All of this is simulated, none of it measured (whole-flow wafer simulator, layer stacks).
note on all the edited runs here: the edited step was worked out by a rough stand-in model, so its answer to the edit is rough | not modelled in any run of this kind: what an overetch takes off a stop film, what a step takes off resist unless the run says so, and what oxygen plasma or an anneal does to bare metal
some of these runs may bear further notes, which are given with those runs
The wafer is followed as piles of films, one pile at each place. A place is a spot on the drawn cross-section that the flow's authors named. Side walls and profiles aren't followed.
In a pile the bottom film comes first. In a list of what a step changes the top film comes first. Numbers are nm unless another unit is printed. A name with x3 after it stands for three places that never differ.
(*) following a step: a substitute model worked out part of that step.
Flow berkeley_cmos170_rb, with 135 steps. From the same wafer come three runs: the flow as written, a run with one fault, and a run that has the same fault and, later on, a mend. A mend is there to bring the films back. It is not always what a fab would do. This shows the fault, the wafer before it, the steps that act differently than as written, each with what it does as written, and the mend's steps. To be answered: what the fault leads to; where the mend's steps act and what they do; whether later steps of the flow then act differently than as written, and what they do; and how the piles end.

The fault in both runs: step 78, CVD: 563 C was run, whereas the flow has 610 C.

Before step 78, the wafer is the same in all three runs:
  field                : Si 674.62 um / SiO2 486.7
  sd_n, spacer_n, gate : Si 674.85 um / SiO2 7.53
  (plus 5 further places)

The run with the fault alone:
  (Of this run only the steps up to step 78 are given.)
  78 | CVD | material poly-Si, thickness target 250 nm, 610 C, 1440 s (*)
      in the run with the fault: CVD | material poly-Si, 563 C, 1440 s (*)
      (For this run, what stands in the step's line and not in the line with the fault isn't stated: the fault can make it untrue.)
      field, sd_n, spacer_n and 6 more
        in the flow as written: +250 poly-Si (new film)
        in the run with the fault: +84.8 poly-Si (new film)
  After step 78, at field, sd_n, spacer_n and 6 more, the piles differ from the flow's by more than 2% or 0.5 nm, whichever is larger.
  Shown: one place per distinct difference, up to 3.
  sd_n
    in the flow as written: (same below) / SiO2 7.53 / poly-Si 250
    in the run with the fault: (same below) / SiO2 7.53 / poly-Si 84.8
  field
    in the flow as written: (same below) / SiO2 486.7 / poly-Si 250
    in the run with the fault: (same below) / SiO2 486.7 / poly-Si 84.8

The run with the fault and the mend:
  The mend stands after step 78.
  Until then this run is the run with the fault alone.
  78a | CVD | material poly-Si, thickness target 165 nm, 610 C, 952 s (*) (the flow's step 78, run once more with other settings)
      field, sd_n, spacer_n and 6 more
        +165 poly-Si
  Later steps of the flow that are run all act as written at every place that is followed, up to a difference of at most 2% or 0.5 nm, whichever is larger.
  At the end the piles are close to the flow's at the places that both follow, differing by at most 2% or 0.5 nm, whichever is larger.
